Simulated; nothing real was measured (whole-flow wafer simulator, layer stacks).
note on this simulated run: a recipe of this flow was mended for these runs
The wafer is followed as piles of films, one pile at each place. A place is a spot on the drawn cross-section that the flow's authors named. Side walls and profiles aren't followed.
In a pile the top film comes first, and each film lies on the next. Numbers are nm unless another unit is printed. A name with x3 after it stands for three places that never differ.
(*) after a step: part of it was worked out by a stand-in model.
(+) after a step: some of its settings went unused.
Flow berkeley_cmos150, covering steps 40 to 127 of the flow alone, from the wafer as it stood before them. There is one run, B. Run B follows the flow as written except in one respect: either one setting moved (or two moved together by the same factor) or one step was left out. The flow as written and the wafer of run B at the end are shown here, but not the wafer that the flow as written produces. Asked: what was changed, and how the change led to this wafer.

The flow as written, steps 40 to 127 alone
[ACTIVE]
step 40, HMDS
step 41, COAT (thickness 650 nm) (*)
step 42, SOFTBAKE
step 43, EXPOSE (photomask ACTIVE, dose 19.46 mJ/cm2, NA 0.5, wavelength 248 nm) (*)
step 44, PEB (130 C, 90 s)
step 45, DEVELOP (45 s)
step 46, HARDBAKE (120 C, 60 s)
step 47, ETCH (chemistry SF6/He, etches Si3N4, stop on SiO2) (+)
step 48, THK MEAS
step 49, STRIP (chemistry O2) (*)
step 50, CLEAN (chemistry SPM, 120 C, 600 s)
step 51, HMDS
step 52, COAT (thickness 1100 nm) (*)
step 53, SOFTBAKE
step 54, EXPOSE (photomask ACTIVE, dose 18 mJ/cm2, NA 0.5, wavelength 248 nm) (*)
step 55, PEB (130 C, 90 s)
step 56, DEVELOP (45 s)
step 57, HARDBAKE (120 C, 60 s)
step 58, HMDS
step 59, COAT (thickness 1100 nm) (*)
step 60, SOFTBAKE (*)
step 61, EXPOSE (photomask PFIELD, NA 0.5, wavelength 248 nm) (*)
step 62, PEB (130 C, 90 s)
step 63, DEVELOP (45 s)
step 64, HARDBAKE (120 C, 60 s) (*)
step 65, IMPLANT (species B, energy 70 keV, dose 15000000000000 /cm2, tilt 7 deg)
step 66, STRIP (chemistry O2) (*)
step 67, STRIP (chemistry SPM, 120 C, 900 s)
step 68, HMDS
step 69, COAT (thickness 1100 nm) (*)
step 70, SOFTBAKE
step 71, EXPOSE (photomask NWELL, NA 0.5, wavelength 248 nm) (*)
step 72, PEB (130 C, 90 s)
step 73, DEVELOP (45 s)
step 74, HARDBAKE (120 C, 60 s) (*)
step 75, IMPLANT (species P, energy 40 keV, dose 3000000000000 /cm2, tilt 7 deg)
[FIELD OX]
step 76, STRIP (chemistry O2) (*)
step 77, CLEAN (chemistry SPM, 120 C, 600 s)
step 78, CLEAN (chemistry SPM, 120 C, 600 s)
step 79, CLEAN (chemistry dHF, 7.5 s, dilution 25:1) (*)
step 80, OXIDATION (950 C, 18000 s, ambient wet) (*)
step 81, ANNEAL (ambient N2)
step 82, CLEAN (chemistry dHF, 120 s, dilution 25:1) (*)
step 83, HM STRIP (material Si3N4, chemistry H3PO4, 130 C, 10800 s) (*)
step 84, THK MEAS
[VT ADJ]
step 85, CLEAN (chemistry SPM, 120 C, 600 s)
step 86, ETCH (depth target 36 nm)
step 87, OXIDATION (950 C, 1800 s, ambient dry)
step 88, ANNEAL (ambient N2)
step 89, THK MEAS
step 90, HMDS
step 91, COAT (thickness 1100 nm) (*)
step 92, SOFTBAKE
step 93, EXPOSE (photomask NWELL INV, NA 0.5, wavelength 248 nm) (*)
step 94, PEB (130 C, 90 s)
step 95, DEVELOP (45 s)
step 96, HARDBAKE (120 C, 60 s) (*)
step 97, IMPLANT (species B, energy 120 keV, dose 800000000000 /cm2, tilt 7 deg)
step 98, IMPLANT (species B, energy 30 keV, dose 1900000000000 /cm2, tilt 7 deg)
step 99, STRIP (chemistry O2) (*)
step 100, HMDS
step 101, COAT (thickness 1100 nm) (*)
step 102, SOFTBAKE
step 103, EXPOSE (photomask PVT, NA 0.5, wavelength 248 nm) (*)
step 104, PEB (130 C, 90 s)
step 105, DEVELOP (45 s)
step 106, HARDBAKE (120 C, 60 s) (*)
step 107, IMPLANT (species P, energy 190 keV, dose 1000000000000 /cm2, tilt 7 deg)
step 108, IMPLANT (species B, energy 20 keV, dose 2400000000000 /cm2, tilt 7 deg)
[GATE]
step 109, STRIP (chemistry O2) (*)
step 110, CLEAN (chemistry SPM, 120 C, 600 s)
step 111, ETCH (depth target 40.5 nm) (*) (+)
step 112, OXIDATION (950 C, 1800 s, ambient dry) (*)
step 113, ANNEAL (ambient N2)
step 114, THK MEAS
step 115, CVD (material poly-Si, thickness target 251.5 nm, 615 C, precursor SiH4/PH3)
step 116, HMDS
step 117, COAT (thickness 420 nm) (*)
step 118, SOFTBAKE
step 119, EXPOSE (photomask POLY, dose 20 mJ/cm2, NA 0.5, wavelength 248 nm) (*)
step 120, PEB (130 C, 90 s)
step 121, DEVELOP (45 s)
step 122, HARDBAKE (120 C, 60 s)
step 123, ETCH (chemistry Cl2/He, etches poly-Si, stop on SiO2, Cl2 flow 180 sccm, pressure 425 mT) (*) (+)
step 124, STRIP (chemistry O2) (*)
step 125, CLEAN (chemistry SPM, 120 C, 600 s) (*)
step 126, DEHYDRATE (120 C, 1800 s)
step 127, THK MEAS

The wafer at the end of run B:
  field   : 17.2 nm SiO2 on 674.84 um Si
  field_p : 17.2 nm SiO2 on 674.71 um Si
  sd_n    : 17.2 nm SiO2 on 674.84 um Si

The reason: step 47, ETCH: chemistry SF6/He, etches Si3N4, stop on SiO2 (+), was omitted.

How this came from the change, step by step:
  step 49, STRIP (chemistry O2) (*)
      sd_n: KrF-resist loses 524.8 (all of it) (it would be, as written: KrF-resist loses 400.9 (all of it))
      gate_n: KrF-resist loses 533.2 (all of it) (it would be, as written: KrF-resist loses 409.3 (all of it))
      (also at 4 further places)
  step 52, COAT (thickness 1100 nm) (*)
      field_p: thick-KrF-resist gains 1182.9 (new film) (it would be, as written: thick-KrF-resist gains 1219.5 (new film))
      sd_n: thick-KrF-resist gains 1082 (new film) (it would be, as written: thick-KrF-resist gains 1019.1 (new film))
      (also at 5 further places)
  step 56, DEVELOP (45 s)
      field_p: thick-KrF-resist loses 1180 (all of it) (it would be, as written: thick-KrF-resist loses 1216.4 (all of it))
  step 57, HARDBAKE (120 C, 60 s)
      sd_n: thick-KrF-resist loses 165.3 (it would be, as written: thick-KrF-resist loses 155.7)
      gate_n: thick-KrF-resist loses 166.6 (it would be, as written: thick-KrF-resist loses 158.8)
      (also at 4 further places)
  step 59, COAT (thickness 1100 nm) (*)
      sd_n: thick-KrF-resist gains 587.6 (it would be, as written: thick-KrF-resist gains 562)
      gate_n: thick-KrF-resist gains 697.6 (it would be, as written: thick-KrF-resist gains 669.9)
      (also at 4 further places)
  step 66, STRIP (chemistry O2) (*)
      sd_n: thick-KrF-resist loses 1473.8 (all of it) (it would be, as written: thick-KrF-resist loses 1395.2 (all of it))
      gate_n: thick-KrF-resist loses 1590.6 (all of it) (it would be, as written: thick-KrF-resist loses 1520.2 (all of it))
      (also at 4 further places)
  step 69, COAT (thickness 1100 nm) (*)
      field_p: thick-KrF-resist gains 1182.9 (new film) (it would be, as written: thick-KrF-resist gains 1219.5 (new film))
      sd_n: thick-KrF-resist gains 1082 (new film) (it would be, as written: thick-KrF-resist gains 1019.1 (new film))
      (also at 5 further places)
  step 73, DEVELOP (45 s)
      field_p: thick-KrF-resist loses 1180 (all of it) (it would be, as written: thick-KrF-resist loses 1216.4 (all of it))
      sd_p: thick-KrF-resist loses 1165.1 (all of it) (it would be, as written: thick-KrF-resist loses 1108.9 (all of it))
      (also at 1 further place)
  step 76, STRIP (chemistry O2) (*)
      sd_n: thick-KrF-resist loses 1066 (all of it) (it would be, as written: thick-KrF-resist loses 1003.4 (all of it))
      gate_n: thick-KrF-resist loses 1074.4 (all of it) (it would be, as written: thick-KrF-resist loses 1023.9 (all of it))
      (also at 2 further places)
  step 79, CLEAN (chemistry dHF, 7.5 s, dilution 25:1) (*)
      field: Si3N4 loses 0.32 (it would be, as written: SiO2 loses 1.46)
      field_p: Si3N4 loses 0.53 (it would be, as written: SiO2 loses 1.49)
  step 80, OXIDATION (950 C, 18000 s, ambient wet) (*)
      field: SiO2 gains 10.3 (new film), Si3N4 loses 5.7 (it would be, as written: SiO2 gains 598.1, Si loses 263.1)
      field_p: SiO2 gains 10.3 (new film), Si3N4 loses 5.7 (it would be, as written: SiO2 gains 598.1, Si loses 263.2)
      (also at 1 further place)
  step 82, CLEAN (chemistry dHF, 120 s, dilution 25:1) (*)
      field, field_p: SiO2 loses 10.3 (all of it), Si3N4 loses 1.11 (it would be, as written: SiO2 loses 23)
  step 83, HM STRIP (material Si3N4, chemistry H3PO4, 130 C, 10800 s) (*)
      field: Si3N4 loses 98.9 (all of it), SiO2 loses 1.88 (it would be, as written: SiO2 loses 2.72)
      field_p: Si3N4 loses 98.7 (all of it), SiO2 loses 1.88 (it would be, as written: SiO2 loses 2.72)
  step 86, ETCH (depth target 36 nm)
      field, field_p, sd_n: SiO2 loses 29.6 (all of it) (it would be, as written: SiO2 loses 36)
  step 87, OXIDATION (950 C, 1800 s, ambient dry)
      field, field_p: SiO2 gains 20.4 (new film), Si loses 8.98 (it would be, as written: SiO2 gains 2.35, Si loses 1.04)
      sd_n: SiO2 gains 20.4 (new film), Si loses 8.98 (it would be, as written: SiO2 gains 12.1, Si loses 5.32)
  step 91, COAT (thickness 1100 nm) (*)
      field: thick-KrF-resist gains 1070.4 (new film) (it would be, as written: thick-KrF-resist gains 976.2 (new film))
      field_p: thick-KrF-resist gains 1182.8 (new film) (it would be, as written: thick-KrF-resist gains 1087.8 (new film))
      (also at 6 further places)
  ... 10 other steps ...
  step 124, STRIP (chemistry O2) (*)
      gate_n: chemical SiO2 gains 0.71 (new film), KrF-resist loses 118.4 (all of it), poly-Si loses 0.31 (it would be, as written: chemical SiO2 gains 0.69 (new film), KrF-resist loses 176.1 (all of it), poly-Si loses 0.3)
      gate_p: chemical SiO2 gains 0.71 (new film), KrF-resist loses 153 (all of it), poly-Si loses 0.31 (it would be, as written: chemical SiO2 gains 0.69 (new film), KrF-resist loses 213.2 (all of it), poly-Si loses 0.3)
